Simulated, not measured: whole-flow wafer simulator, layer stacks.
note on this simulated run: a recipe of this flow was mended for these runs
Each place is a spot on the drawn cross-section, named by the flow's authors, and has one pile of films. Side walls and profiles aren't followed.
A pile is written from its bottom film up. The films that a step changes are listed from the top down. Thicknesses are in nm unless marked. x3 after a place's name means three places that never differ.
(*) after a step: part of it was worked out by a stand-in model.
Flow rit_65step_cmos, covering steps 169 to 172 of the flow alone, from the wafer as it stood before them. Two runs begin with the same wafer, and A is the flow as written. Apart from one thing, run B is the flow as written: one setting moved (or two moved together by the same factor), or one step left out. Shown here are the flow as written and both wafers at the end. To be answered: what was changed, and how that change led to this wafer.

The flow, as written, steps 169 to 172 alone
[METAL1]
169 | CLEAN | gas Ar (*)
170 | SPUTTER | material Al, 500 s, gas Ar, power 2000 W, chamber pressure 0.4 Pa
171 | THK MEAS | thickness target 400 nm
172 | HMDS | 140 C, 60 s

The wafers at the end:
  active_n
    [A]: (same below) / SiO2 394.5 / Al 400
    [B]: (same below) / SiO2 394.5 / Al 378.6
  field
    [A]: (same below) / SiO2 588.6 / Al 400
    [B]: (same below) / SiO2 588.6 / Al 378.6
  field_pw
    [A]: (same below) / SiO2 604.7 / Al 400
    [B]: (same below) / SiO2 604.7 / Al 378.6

What caused this: step 170, SPUTTER: power 1893 W was run, though the flow has power 2000 W.

Step by step, how the change led to this:
  170 | SPUTTER | material Al, 500 s, gas Ar, power 2000 W, chamber pressure 0.4 Pa
      field, field_pw, field_nw and 10 more: A +400 Al (new film) | B +378.6 Al (new film)
      contact: A +255.4 Al (new film) | B +242.8 Al (new film)
